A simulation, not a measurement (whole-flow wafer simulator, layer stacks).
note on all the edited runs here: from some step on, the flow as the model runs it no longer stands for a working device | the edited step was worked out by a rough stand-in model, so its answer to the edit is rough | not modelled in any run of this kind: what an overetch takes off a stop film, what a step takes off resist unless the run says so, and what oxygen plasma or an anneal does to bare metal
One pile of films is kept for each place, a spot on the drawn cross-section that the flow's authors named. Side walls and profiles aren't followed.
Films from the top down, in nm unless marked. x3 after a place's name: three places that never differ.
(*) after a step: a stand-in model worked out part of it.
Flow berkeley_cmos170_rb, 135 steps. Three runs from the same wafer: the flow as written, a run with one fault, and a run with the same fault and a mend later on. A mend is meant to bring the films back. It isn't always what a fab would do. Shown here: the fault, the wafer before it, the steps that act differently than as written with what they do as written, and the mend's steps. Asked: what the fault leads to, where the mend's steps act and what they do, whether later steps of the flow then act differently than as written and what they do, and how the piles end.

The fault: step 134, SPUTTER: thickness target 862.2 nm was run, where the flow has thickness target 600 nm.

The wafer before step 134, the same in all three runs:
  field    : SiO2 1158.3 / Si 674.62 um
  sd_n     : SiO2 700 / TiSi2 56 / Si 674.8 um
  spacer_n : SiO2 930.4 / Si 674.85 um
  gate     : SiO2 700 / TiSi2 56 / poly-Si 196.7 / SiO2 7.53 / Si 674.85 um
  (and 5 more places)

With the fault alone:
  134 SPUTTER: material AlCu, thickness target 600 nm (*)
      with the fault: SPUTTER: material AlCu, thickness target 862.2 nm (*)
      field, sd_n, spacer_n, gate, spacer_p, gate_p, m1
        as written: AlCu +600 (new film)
        with the fault: AlCu +862.2 (new film)
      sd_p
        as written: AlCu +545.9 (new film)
        with the fault: AlCu +798.4 (new film)
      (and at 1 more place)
  No later step of the flow acts differently than as written at any place that is followed.
  At the end the piles differ from the flow's by more than 2% or 0.5 nm, whichever is larger, at field, sd_n, spacer_n and 6 more.
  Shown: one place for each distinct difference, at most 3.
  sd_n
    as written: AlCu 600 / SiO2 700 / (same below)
    with the fault: AlCu 862.2 / SiO2 700 / (same below)
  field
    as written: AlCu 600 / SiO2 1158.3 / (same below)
    with the fault: AlCu 862.2 / SiO2 1158.3 / (same below)
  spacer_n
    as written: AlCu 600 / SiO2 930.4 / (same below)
    with the fault: AlCu 862.2 / SiO2 930.4 / (same below)

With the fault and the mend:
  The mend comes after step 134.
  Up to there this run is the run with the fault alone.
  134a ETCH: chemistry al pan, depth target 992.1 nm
      field, sd_n, spacer_n, gate, spacer_p, gate_p, m1
        AlCu -862.2 (all of it)
      sd_p
        AlCu -798.4 (all of it)
      contact
        AlCu -583.8 (all of it)
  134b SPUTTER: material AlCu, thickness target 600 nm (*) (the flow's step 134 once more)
      field, sd_n, spacer_n, gate, spacer_p, gate_p, m1
        AlCu +600 (new film)
      sd_p
        AlCu +545.9 (new film)
      contact
        AlCu +415.1 (new film)
  No later step of the flow acts differently than as written at any place that is followed.
  At the end the piles are the same as the flow's at every place that both follow.
